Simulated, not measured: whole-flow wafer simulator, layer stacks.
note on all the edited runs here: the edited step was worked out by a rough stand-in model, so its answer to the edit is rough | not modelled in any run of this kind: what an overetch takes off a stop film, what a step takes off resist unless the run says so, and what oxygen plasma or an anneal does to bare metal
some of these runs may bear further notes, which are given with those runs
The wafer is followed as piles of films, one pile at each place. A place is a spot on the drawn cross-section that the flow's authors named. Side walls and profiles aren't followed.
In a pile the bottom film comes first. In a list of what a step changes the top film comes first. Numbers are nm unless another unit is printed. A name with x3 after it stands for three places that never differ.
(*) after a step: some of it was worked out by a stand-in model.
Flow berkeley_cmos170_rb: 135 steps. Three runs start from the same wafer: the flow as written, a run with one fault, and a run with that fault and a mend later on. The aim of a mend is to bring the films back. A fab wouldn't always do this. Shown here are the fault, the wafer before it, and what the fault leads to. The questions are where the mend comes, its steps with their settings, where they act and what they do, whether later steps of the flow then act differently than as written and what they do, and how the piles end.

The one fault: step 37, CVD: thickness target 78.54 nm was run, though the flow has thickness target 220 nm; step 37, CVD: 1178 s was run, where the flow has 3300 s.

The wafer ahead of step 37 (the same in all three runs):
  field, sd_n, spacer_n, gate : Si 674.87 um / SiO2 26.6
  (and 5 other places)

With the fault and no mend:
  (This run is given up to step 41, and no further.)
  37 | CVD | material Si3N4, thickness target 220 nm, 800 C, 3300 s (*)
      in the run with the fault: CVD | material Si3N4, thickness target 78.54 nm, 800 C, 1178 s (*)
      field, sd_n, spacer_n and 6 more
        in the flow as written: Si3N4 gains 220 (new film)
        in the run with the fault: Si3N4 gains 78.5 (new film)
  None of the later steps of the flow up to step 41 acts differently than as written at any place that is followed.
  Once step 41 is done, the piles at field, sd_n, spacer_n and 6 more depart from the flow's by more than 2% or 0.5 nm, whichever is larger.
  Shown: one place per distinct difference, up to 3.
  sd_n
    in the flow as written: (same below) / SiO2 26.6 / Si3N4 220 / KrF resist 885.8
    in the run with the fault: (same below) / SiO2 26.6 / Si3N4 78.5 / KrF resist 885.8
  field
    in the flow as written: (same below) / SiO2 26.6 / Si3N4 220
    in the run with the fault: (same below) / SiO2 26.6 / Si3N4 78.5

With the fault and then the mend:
  The mend stands after step 37.
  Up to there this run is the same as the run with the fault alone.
  37a | CVD | material Si3N4, thickness target 141.5 nm, 800 C, 2122 s (*) (a further turn of the flow's step 37, with different settings)
      field, sd_n, spacer_n and 6 more
        Si3N4 gains 141.5
  None of the later steps of the flow differs from how it acts as written, at any place that is followed, by more than 2% or 0.5 nm, whichever is larger.
  The piles end the same as the flow's at every place that both follow.
